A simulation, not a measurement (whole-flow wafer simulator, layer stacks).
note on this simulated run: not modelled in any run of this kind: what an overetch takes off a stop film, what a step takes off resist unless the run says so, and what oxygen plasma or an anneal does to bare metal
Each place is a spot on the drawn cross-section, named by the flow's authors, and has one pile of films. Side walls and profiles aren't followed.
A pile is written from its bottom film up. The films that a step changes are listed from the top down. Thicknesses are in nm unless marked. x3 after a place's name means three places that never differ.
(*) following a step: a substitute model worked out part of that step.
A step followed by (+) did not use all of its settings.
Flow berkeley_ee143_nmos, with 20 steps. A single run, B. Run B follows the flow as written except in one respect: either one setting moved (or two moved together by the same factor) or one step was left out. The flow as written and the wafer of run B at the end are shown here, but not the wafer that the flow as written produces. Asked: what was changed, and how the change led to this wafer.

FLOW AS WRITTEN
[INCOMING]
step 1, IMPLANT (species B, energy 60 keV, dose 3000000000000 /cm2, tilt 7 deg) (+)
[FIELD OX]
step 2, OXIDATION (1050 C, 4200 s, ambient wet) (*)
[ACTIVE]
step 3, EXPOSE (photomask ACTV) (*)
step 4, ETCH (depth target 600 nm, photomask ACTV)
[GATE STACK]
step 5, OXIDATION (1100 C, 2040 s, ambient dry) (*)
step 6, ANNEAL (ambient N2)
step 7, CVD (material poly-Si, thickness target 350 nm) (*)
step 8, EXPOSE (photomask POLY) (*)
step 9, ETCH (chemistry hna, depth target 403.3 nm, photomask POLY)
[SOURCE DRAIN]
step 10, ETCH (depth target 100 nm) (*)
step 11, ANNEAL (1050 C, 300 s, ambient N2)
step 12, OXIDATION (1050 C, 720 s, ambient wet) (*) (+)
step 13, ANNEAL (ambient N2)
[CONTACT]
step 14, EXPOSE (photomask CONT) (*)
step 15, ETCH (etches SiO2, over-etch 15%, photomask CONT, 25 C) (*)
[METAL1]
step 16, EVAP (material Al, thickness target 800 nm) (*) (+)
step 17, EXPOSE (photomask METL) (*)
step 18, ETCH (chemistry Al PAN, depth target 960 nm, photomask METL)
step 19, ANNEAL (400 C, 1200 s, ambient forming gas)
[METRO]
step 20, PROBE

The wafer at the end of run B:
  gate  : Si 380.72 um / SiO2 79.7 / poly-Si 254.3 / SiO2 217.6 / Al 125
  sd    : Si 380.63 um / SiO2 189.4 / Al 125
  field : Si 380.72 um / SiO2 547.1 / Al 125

What caused this: step 18, ETCH: depth target 675 nm was run, while the flow as written has depth target 960 nm.

The path from the change to this, step by step:
  step 18, ETCH (chemistry Al PAN, depth target 960 nm, photomask METL)
      gate, sd, field: -675 Al (it would be, as written: -800 Al (all of it))
If metal films that touch count as one body, gate has 1 body; the flow as written gives 0 bodies.
If metal films that touch count as one body, sd has 1 body; the flow as written gives 0 bodies.
If metal films that touch count as one body, field has 1 body; the flow as written gives 0 bodies.
